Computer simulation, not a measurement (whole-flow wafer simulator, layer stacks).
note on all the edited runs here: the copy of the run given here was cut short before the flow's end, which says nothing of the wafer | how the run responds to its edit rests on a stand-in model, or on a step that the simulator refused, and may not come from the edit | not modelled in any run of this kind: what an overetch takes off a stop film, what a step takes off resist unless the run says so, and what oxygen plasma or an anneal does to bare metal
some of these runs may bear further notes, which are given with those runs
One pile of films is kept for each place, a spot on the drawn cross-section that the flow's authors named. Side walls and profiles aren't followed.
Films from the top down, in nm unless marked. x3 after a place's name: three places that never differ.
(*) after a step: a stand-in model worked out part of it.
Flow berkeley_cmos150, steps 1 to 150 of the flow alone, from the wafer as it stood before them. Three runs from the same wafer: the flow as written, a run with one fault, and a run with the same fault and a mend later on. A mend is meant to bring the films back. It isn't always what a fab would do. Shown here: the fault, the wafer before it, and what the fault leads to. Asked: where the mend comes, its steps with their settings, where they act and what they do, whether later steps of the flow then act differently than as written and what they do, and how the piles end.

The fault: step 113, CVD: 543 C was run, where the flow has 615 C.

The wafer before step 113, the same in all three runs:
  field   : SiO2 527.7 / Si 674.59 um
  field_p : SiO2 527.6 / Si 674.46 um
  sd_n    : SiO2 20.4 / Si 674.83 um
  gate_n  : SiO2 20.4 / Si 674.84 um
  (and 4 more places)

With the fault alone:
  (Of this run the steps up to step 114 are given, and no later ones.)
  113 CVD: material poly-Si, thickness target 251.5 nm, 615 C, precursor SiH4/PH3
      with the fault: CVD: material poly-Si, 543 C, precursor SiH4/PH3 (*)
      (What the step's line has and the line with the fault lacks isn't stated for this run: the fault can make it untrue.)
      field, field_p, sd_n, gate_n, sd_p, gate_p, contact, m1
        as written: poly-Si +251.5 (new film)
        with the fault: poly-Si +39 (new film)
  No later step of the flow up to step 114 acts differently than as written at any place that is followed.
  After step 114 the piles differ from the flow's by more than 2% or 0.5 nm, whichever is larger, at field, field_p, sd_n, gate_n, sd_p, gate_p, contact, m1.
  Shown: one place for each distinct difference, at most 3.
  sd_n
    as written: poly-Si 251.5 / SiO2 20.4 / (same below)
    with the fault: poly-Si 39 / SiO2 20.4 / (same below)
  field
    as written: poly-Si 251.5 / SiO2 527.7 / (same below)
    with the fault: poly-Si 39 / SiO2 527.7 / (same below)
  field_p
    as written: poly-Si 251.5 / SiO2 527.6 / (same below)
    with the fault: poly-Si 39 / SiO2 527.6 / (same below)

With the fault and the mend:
  The mend comes after step 113.
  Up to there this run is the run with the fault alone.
  113a CVD: material poly-Si, thickness target 212.5 nm, 615 C, precursor SiH4/PH3 (*) (the flow's step 113 once more, with other settings)
      field, field_p, sd_n, gate_n, sd_p, gate_p, contact, m1
        poly-Si +212.5
  No later step of the flow acts differently than as written, at any place that is followed, by more than 2% or 0.5 nm, whichever is larger.
  At the end the piles differ from the flow's only slightly at the places that both follow, by at most 2% or 0.5 nm, whichever is larger.
